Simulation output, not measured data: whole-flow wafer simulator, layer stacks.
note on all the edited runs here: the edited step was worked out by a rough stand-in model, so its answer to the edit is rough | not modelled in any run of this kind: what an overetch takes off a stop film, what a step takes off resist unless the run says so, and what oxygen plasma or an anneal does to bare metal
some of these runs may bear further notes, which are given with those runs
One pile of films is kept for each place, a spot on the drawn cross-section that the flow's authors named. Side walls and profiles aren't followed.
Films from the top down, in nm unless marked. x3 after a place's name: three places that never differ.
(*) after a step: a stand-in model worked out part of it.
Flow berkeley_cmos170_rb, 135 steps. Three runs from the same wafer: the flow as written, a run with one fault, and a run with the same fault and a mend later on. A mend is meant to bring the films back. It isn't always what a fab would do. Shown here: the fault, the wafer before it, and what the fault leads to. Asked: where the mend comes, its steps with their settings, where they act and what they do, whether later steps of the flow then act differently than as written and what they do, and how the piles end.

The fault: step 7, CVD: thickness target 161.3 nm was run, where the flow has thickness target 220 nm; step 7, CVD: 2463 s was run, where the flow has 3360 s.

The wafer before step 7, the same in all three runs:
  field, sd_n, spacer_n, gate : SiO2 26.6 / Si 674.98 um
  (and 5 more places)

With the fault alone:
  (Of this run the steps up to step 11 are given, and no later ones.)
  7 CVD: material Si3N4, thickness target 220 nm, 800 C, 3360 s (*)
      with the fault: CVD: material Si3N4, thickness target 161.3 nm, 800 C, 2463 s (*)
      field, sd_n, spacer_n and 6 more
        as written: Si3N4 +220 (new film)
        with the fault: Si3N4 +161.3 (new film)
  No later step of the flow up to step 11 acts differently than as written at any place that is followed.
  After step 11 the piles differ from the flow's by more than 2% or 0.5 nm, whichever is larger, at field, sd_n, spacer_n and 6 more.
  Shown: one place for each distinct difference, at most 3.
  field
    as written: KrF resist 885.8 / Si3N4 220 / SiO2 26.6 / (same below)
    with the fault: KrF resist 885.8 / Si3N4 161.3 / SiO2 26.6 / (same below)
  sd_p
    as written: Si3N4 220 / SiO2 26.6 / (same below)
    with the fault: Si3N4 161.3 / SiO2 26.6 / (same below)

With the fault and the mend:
  The mend comes after step 7.
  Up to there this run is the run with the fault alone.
  7a CVD: material Si3N4, thickness target 58.74 nm, 800 C, 897 s (*) (the flow's step 7 once more, with other settings)
      field, sd_n, spacer_n and 6 more
        Si3N4 +58.7
  No later step of the flow acts differently than as written, at any place that is followed, by more than 2% or 0.5 nm, whichever is larger.
  At the end the piles are the same as the flow's at every place that both follow.
